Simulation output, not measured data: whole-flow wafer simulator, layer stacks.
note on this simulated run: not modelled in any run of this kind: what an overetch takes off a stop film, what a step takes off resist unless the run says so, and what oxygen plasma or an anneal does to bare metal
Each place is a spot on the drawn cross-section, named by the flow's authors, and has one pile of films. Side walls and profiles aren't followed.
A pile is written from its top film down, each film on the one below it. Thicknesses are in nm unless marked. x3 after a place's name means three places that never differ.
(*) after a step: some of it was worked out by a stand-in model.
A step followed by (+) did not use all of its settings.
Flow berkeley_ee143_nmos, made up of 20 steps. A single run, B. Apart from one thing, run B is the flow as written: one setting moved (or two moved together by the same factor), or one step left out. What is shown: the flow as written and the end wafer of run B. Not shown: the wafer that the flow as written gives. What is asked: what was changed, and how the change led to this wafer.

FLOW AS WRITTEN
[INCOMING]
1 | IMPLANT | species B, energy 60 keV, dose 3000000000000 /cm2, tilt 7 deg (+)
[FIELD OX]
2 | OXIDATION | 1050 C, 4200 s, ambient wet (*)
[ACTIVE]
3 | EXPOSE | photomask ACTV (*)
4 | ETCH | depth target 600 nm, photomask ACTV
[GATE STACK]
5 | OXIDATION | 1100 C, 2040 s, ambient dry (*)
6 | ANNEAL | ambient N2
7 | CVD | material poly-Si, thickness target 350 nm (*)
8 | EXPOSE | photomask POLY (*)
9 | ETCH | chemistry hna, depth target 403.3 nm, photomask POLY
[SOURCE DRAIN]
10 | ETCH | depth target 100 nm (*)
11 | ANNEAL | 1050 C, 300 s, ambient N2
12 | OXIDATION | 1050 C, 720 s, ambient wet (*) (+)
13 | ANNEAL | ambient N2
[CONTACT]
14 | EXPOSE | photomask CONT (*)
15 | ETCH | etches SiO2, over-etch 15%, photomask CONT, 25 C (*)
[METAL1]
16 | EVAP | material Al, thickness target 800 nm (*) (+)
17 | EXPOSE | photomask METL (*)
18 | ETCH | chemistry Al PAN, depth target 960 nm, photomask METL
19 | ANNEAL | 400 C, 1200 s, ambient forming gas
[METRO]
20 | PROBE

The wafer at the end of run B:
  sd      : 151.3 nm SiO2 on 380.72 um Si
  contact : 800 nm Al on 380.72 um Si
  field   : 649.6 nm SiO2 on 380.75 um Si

Cause: step 9, ETCH: depth target 318.5 nm was run, though the flow has depth target 403.3 nm.

Step by step, how the change led to this:
  9 | ETCH | chemistry hna, depth target 403.3 nm, photomask POLY
      sd, contact, field: -318.5 poly-Si (it would be, as written: -350 poly-Si (all of it))
  10 | ETCH | depth target 100 nm (*)
      sd, contact: nothing (it would be, as written: -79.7 SiO2 (all of it))
      field: nothing (it would be, as written: -100 SiO2)
  12 | OXIDATION | 1050 C, 720 s, ambient wet (*) (+)
      sd, contact: -31.5 poly-Si (all of it), +71.6 SiO2 (it would be, as written: +189.4 SiO2 (new film), -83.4 Si)
      field: -31.5 poly-Si (all of it), +71.6 SiO2 (it would be, as written: +69.1 SiO2, -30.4 Si)
  15 | ETCH | etches SiO2, over-etch 15%, photomask CONT, 25 C (*)
      contact: -151.3 SiO2 (all of it) (it would be, as written: -189.4 SiO2 (all of it))
